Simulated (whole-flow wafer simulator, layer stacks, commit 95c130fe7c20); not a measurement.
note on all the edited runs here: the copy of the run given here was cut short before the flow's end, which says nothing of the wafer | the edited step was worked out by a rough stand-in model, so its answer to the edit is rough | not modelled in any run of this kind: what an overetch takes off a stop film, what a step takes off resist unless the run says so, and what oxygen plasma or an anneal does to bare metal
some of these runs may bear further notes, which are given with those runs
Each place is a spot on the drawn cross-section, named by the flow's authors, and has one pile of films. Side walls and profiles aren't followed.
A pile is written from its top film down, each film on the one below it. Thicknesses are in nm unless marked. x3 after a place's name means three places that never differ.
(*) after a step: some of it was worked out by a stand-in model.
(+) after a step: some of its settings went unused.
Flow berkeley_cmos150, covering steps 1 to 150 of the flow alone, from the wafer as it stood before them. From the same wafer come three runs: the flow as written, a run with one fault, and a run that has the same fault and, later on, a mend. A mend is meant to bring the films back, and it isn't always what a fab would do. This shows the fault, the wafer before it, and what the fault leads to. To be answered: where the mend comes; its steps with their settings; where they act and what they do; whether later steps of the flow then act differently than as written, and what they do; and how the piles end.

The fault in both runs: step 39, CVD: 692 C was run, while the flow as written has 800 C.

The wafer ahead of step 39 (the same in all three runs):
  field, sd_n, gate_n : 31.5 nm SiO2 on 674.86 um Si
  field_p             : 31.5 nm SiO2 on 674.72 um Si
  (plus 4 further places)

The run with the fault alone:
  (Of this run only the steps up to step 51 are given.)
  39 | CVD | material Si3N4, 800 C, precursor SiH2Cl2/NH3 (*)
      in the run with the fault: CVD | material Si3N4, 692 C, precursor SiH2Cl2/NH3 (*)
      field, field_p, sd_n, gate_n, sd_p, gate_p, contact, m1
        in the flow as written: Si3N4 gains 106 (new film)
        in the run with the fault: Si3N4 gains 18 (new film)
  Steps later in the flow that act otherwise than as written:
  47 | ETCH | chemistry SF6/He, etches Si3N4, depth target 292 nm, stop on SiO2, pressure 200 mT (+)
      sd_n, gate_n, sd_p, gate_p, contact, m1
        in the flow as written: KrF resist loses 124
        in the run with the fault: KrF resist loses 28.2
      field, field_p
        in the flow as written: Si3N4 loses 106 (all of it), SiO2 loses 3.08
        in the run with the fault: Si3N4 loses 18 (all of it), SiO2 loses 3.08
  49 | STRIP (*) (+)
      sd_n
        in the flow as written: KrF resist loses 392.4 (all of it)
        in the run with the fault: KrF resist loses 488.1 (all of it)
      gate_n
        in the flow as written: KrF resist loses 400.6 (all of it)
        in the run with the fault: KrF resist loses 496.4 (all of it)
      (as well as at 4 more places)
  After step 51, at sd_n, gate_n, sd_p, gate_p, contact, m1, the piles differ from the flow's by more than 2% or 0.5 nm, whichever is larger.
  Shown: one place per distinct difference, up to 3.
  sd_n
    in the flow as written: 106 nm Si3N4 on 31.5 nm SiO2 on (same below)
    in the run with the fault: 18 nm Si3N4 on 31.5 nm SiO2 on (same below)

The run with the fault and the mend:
  The mend follows step 39.
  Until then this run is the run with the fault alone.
  39a | CVD | material Si3N4, 800 C, precursor SiH2Cl2/NH3 (*) (a further turn of the flow's step 39; the settings that differ are not printed)
      field, field_p, sd_n, gate_n, sd_p, gate_p, contact, m1
        Si3N4 gains 88.1
  Every later step of the flow that is run acts as written, at every place that is followed, to within 2% or 0.5 nm, whichever is larger.
  At every place that both follow, the piles at the end match the flow's.
